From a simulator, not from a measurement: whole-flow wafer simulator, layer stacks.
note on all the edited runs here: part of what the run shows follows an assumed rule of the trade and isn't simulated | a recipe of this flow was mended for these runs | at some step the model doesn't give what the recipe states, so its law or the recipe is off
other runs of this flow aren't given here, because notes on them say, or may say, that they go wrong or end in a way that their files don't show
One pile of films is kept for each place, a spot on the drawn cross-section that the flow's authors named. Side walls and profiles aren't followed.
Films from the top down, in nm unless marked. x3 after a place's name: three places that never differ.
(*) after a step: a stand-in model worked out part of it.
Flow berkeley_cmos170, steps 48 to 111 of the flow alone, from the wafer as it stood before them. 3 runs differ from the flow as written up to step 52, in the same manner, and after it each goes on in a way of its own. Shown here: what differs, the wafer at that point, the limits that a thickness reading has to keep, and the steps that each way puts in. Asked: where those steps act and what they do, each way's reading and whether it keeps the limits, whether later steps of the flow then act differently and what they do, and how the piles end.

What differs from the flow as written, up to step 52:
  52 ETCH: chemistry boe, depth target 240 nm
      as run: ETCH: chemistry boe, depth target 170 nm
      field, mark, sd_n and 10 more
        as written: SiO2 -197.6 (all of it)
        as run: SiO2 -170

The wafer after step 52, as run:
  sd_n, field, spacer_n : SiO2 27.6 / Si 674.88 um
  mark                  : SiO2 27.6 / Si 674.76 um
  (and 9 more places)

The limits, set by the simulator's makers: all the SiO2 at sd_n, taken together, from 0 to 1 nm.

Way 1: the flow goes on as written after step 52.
  The reading after step 52: 27.6 nm, outside the limits.
  Later steps of the flow that act differently than as written (11 more steps differ only slightly, by at most 2% or 0.5 nm, whichever is larger, and aren't shown):
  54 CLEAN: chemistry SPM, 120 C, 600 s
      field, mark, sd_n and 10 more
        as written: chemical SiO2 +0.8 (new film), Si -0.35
        this way: nothing
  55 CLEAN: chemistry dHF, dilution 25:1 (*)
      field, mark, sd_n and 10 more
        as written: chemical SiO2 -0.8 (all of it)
        this way: nothing
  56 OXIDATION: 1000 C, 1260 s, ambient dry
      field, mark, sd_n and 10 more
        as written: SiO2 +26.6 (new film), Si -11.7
        this way: SiO2 +19.2, Si -8.43
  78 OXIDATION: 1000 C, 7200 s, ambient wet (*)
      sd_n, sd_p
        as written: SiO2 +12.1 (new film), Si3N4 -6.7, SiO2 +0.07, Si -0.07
        this way: SiO2 +12.1 (new film), Si3N4 -6.7, SiO2 +1.99, Si -0.84
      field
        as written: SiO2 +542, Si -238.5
        this way: SiO2 +528.5, Si -232.5
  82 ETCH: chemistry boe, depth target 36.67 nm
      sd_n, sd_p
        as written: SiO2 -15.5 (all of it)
        this way: SiO2 -36.7
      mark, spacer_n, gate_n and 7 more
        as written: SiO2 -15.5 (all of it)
        this way: SiO2 -35.7 (all of it)
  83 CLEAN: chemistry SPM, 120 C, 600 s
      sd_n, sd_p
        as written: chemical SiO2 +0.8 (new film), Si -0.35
        this way: nothing
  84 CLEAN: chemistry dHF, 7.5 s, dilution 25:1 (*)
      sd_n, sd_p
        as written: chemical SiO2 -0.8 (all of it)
        this way: SiO2 -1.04 (all of it)
  At the end the piles differ from the flow's only slightly at the places that both follow, by at most 2% or 0.5 nm, whichever is larger.

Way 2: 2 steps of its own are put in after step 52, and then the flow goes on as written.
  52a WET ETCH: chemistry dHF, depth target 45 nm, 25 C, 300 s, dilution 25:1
      field, mark, sd_n and 10 more
        SiO2 -27.6 (all of it)
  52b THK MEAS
      changes no film at any place that is followed
  The reading after step 52b: 0 nm, within the limits.
  No later step of the flow acts differently than as written at any place that is followed.
  At the end the piles are the same as the flow's at every place that both follow.

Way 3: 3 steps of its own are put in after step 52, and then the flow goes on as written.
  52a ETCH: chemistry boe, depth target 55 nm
      field, mark, sd_n and 10 more
        SiO2 -27.6 (all of it)
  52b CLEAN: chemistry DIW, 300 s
      changes no film at any place that is followed
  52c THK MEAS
      changes no film at any place that is followed
  The reading after step 52c: 0 nm, within the limits.
  No later step of the flow acts differently than as written at any place that is followed.
  At the end the piles are the same as the flow's at every place that both follow.

Within the limits: way 2, way 3. Outside them: way 1.
